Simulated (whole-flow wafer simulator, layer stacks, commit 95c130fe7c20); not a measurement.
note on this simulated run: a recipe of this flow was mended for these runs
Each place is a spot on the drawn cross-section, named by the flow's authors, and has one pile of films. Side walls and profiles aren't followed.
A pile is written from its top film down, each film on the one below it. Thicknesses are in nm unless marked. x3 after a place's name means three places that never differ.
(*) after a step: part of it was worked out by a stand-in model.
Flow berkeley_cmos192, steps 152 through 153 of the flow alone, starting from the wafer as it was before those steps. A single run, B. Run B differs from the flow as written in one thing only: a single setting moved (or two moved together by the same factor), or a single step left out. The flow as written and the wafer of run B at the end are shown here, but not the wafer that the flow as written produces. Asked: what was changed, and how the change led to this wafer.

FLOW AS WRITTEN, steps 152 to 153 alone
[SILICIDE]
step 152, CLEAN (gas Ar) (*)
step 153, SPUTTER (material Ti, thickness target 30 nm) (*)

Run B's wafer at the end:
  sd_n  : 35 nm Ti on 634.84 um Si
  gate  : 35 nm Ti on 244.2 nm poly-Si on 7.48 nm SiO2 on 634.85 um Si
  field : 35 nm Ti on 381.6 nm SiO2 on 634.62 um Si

What caused this: step 153, SPUTTER: thickness target 35 nm was run, while the flow as written has thickness target 30 nm.
One can read it off the wafer: sd_n has Ti 35, and step 153 as written asks for 30 nm.

Step by step, how the change led to this:
  step 153, SPUTTER (material Ti, thickness target 30 nm) (*)
      field, sd_n, spacer_n, gate, spacer_p, gate_p, contact x2: +35 Ti (new film) (it would be, as written: +30 Ti (new film))
      sd_p: +32.9 Ti (new film) (it would be, as written: +28.2 Ti (new film))
